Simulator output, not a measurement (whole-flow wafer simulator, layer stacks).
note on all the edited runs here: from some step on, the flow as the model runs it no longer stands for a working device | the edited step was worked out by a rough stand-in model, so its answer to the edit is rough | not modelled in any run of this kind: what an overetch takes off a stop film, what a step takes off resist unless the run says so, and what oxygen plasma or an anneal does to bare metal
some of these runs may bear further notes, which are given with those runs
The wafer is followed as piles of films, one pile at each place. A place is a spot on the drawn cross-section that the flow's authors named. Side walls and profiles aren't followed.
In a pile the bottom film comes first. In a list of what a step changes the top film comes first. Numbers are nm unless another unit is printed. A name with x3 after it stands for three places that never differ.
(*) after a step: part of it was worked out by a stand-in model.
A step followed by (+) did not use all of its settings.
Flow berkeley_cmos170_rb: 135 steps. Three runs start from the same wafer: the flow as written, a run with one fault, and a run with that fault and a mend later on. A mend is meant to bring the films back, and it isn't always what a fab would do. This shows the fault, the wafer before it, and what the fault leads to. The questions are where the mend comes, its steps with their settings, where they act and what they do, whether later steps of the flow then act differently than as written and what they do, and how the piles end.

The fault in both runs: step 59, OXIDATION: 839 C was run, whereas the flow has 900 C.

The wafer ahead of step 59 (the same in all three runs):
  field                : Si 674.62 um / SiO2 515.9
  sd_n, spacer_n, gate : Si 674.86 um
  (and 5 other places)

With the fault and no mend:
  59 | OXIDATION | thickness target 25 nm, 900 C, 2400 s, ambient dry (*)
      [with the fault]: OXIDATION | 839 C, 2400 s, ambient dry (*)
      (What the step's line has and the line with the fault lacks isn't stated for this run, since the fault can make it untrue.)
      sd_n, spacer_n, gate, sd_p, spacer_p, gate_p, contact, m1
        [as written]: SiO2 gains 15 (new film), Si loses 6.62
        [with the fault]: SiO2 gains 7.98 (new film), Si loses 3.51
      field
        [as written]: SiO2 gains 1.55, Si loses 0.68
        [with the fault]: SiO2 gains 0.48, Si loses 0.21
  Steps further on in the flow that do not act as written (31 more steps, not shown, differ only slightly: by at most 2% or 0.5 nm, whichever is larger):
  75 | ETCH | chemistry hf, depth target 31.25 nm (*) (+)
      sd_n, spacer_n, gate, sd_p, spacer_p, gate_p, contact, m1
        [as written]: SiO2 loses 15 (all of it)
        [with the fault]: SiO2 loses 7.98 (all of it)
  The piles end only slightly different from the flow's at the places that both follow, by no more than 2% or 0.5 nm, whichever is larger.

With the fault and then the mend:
  The mend stands after step 60.
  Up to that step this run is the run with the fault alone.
  60a | OXIDATION | 900 C, 1506 s, ambient dry (*) (the flow's step 59, run once more with other settings)
      sd_n, spacer_n, gate, sd_p, spacer_p, gate_p, contact, m1
        SiO2 gains 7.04, Si loses 3.1
      field
        SiO2 gains 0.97, Si loses 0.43
  Later steps of the flow that are run all act as written at every place that is followed, up to a difference of at most 2% or 0.5 nm, whichever is larger.
  The piles end only slightly different from the flow's at the places that both follow, by no more than 2% or 0.5 nm, whichever is larger.
